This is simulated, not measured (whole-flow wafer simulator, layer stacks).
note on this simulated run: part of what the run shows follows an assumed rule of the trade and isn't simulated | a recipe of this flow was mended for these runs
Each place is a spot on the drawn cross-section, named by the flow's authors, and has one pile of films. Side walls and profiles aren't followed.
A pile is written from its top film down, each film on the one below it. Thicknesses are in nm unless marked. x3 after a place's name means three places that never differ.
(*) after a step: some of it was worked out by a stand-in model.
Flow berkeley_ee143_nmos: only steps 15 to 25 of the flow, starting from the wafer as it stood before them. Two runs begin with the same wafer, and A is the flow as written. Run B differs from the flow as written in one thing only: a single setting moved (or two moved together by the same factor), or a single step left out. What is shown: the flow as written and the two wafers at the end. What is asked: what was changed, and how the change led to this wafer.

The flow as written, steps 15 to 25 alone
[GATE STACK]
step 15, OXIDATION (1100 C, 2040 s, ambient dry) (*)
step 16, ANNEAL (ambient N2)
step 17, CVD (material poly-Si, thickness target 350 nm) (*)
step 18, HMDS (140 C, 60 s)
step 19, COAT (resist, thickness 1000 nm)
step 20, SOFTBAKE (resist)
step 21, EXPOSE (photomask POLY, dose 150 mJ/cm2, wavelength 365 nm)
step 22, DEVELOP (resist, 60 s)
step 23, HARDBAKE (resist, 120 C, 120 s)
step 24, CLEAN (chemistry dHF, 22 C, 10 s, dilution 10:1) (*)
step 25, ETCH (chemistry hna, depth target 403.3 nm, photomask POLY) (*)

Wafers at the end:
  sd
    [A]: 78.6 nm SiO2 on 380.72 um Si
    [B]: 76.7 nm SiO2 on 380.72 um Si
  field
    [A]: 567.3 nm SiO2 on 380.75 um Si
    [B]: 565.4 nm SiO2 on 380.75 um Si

What caused this: step 25, ETCH: depth target 497.2 nm was run, though the flow has depth target 403.3 nm.

Step by step, how the change led to this:
  step 25, ETCH (chemistry hna, depth target 403.3 nm, photomask POLY) (*)
      sd, contact, field: A poly-Si loses 350 (all of it), SiO2 loses 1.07 | B poly-Si loses 350 (all of it), SiO2 loses 2.94
